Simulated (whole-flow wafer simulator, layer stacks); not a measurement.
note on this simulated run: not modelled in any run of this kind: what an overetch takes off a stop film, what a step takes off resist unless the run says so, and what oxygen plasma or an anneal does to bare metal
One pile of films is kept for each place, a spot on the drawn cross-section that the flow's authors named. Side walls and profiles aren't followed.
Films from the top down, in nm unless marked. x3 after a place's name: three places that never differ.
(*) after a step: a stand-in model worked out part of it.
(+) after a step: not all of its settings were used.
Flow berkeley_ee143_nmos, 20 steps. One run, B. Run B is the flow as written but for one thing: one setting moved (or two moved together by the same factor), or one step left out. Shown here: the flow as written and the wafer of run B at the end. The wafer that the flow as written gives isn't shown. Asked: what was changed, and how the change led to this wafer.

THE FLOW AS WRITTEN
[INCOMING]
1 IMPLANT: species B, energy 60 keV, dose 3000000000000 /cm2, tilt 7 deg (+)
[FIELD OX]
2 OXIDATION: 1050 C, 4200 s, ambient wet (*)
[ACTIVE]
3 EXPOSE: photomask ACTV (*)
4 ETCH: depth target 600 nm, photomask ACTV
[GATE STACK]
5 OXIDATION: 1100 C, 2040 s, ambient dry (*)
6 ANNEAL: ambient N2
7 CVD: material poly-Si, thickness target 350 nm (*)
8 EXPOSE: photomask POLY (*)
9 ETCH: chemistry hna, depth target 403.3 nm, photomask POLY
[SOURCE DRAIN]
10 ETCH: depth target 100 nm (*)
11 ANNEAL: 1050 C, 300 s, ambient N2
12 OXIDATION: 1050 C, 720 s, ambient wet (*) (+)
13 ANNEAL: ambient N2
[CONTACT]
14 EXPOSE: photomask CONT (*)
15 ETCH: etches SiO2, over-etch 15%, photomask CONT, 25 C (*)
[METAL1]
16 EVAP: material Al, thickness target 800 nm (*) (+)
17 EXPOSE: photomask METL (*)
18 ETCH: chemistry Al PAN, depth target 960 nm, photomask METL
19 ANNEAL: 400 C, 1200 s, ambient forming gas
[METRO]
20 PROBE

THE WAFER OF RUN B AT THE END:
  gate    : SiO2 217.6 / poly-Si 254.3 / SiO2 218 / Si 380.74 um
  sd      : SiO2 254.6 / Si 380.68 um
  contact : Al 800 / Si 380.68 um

The cause: step 4, ETCH: depth target 375 nm was run, where the flow has depth target 600 nm.

How the change led to this, step by step:
  4 ETCH: depth target 600 nm, photomask ACTV
      gate, sd, contact: SiO2 -375 (as written it would be: SiO2 -566.4 (all of it))
  5 OXIDATION: 1100 C, 2040 s, ambient dry (*)
      gate, sd, contact: SiO2 +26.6, Si -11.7 (as written it would be: SiO2 +79.7 (new film), Si -35.1)
  10 ETCH: depth target 100 nm (*)
      sd, contact: SiO2 -100 (as written it would be: SiO2 -79.7 (all of it))
  12 OXIDATION: 1050 C, 720 s, ambient wet (*) (+)
      sd, contact: SiO2 +136.6, Si -60.1 (as written it would be: SiO2 +189.4 (new film), Si -83.4)
  15 ETCH: etches SiO2, over-etch 15%, photomask CONT, 25 C (*)
      contact: SiO2 -254.6 (all of it) (as written it would be: SiO2 -189.4 (all of it))
